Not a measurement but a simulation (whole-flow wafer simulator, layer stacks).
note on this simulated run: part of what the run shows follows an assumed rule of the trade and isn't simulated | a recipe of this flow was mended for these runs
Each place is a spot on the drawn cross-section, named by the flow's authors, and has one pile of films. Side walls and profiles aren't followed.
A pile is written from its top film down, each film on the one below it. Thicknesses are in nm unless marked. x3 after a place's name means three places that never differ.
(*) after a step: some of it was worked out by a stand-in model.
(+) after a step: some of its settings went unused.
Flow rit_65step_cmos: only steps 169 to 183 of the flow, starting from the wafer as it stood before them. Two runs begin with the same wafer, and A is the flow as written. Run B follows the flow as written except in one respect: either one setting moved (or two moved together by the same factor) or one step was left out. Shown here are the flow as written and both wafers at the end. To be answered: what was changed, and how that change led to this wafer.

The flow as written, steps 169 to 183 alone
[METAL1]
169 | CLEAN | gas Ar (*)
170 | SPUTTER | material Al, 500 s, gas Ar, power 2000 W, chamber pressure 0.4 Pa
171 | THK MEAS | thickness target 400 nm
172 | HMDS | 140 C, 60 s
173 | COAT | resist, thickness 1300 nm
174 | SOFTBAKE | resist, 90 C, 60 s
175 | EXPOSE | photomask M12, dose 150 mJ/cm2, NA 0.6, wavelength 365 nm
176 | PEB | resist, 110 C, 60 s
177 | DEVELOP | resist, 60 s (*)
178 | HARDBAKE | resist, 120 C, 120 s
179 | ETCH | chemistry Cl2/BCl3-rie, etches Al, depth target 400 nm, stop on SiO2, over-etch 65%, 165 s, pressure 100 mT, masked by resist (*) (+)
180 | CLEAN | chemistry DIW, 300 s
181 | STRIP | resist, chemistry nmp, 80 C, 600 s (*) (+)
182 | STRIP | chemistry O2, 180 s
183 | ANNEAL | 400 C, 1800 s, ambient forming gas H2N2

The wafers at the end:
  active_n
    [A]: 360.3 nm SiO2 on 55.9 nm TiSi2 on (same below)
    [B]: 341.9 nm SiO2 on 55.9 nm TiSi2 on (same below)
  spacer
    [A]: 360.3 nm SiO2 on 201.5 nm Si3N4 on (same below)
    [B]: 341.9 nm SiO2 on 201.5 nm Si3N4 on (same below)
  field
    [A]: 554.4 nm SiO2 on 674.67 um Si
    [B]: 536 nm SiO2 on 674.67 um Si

What caused this: step 170, SPUTTER: 306 s was run, whereas the flow has 500 s; step 177, DEVELOP: 36.8 s was run, where the flow has 60 s.

Step by step, how the change led to this:
  170 | SPUTTER | material Al, 500 s, gas Ar, power 2000 W, chamber pressure 0.4 Pa
      field, field_pw, field_nw and 10 more: A Al gains 400 (new film) | B Al gains 244.8 (new film)
      contact: A Al gains 255.4 (new film) | B Al gains 161.2 (new film)
  173 | COAT | resist, thickness 1300 nm
      contact: A resist gains 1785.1 (new film) | B resist gains 1723.3 (new film)
  176 | PEB | resist, 110 C, 60 s
      contact: A resist loses 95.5 | B resist loses 92
  177 | DEVELOP | resist, 60 s (*)
      active_n, active_p: A resist loses 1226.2 (all of it), Al loses 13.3 | B resist loses 1225.8 (all of it), Al loses 5.6
      field: A resist loses 1291.6 (all of it), Al loses 13.3 | B resist loses 1291.3 (all of it), Al loses 5.6
      (and at 9 other places as well)
  178 | HARDBAKE | resist, 120 C, 120 s
      contact: A resist loses 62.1 | B resist loses 59.7
  179 | ETCH | chemistry Cl2/BCl3-rie, etches Al, depth target 400 nm, stop on SiO2, over-etch 65%, 165 s, pressure 100 mT, masked by resist (*) (+)
      field, field_pw, field_nw and 9 more: A Al loses 386.7 (all of it), SiO2 loses 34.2 | B Al loses 239.2 (all of it), SiO2 loses 52.6
  181 | STRIP | resist, chemistry nmp, 80 C, 600 s (*) (+)
      contact: A resist loses 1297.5 (all of it) | B resist loses 1241.6 (all of it)
